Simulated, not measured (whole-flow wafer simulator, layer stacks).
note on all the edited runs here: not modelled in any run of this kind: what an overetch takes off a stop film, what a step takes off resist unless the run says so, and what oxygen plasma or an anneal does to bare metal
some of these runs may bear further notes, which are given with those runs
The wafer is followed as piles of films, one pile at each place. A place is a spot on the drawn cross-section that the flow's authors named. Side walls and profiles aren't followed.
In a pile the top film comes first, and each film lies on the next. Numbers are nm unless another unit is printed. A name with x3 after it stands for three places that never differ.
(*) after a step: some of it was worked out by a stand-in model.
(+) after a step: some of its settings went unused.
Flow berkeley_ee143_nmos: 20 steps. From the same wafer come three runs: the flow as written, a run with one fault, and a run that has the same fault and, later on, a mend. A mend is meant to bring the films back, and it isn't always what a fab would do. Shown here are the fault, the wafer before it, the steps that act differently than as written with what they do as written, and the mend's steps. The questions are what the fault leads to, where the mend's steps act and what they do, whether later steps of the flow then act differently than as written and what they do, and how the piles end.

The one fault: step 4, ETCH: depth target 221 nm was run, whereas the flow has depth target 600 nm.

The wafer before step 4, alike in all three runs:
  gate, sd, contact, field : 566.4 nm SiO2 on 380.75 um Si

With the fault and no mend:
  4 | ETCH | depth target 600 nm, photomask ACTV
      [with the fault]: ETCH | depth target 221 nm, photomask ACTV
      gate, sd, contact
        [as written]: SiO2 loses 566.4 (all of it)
        [with the fault]: SiO2 loses 221
  Later steps of the flow acting differently than as written:
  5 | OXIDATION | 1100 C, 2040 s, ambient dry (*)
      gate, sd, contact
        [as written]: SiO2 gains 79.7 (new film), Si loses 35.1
        [with the fault]: SiO2 gains 17.4, Si loses 7.67
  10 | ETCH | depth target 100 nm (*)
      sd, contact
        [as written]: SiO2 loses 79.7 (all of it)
        [with the fault]: SiO2 loses 100
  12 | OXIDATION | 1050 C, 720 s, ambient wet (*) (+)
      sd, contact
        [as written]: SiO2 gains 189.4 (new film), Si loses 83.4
        [with the fault]: SiO2 gains 99.2, Si loses 43.6
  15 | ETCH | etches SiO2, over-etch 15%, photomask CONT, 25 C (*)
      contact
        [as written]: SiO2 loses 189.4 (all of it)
        [with the fault]: SiO2 loses 362 (all of it)
  By the end, the piles at gate, sd depart from the flow's by more than 2% or 0.5 nm, whichever is larger.
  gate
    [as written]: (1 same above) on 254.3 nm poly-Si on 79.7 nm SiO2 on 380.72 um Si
    [with the fault]: (1 same above) on 254.3 nm poly-Si on 362.8 nm SiO2 on 380.74 um Si
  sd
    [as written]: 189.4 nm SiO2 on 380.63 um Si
    [with the fault]: 362 nm SiO2 on 380.7 um Si

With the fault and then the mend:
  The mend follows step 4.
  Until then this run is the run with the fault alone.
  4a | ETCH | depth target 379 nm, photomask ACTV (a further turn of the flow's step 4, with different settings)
      gate, sd, contact
        SiO2 loses 345.4 (all of it)
  Every later step of the flow that is run acts as written at every place that is followed.
  At every place that both follow, the piles at the end match the flow's.
